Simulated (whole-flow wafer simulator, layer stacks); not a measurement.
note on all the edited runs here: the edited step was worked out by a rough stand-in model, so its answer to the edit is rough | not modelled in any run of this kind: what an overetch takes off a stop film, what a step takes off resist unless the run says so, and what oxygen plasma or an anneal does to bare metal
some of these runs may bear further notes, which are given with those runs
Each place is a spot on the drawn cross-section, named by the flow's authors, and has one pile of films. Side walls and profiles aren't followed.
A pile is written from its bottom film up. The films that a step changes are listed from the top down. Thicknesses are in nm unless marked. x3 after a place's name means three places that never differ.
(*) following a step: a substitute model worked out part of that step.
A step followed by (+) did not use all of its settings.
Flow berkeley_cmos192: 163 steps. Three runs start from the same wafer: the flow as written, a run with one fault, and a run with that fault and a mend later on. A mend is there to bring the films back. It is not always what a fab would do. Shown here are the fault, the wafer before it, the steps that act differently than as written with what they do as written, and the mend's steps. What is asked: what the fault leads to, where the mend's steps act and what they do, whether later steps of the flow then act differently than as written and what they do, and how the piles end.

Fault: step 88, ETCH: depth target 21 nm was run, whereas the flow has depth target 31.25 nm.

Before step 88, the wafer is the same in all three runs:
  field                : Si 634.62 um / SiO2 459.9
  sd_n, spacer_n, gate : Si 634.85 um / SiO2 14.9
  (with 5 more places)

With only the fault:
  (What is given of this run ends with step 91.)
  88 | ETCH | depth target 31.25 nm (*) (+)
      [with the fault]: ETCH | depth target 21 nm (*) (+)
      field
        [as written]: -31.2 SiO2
        [with the fault]: -21 SiO2
  Every later step of the flow up to step 91 that is run acts as written, at every place that is followed, to within 2% or 0.5 nm, whichever is larger.
  After step 91, at field, the piles differ from the flow's by more than 2% or 0.5 nm, whichever is larger.
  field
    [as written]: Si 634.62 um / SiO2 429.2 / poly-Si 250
    [with the fault]: Si 634.62 um / SiO2 439.4 / poly-Si 250

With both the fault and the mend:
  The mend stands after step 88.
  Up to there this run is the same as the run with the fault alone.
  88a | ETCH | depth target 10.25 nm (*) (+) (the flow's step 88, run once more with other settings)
      field
        -10.2 SiO2
  Every later step of the flow that is run acts as written at every place that is followed.
  By the end, the piles equal the flow's at every place that both follow.
